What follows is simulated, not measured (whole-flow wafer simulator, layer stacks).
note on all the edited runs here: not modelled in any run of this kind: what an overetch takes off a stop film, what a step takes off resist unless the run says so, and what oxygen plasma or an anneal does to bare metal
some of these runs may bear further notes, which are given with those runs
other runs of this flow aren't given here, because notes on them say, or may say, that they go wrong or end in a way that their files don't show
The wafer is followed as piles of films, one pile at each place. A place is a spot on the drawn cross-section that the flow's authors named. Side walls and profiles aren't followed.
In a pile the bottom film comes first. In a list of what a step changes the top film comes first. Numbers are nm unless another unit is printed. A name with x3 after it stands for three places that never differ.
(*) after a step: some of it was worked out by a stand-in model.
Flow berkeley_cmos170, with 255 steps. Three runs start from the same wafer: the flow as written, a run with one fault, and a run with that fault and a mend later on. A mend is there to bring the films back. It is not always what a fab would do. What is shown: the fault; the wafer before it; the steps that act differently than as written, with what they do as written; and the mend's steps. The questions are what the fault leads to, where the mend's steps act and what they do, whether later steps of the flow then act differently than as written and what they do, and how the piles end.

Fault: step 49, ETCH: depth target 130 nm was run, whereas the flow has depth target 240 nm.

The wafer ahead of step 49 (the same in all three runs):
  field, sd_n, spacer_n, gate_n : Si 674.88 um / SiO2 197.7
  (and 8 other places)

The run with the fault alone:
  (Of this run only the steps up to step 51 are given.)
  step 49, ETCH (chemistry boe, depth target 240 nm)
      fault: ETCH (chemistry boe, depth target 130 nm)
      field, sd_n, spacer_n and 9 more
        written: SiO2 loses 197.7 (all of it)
        fault: SiO2 loses 130
  Steps later in the flow that act otherwise than as written:
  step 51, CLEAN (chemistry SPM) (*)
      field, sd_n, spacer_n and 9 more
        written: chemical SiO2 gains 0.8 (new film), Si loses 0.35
        fault: nothing
  The piles after step 51 differ from the flow's at field, sd_n, spacer_n and 9 more by more than 2% or 0.5 nm, whichever is larger.
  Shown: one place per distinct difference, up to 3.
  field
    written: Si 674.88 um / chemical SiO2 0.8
    fault: Si 674.88 um / SiO2 67.7

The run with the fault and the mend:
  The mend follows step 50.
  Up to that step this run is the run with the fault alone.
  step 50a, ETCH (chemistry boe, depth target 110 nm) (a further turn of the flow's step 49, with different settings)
      field, sd_n, spacer_n and 9 more
        SiO2 loses 67.7 (all of it)
  Later steps of the flow that are run all act as written at every place that is followed.
  The piles end the same as the flow's at every place that both follow.
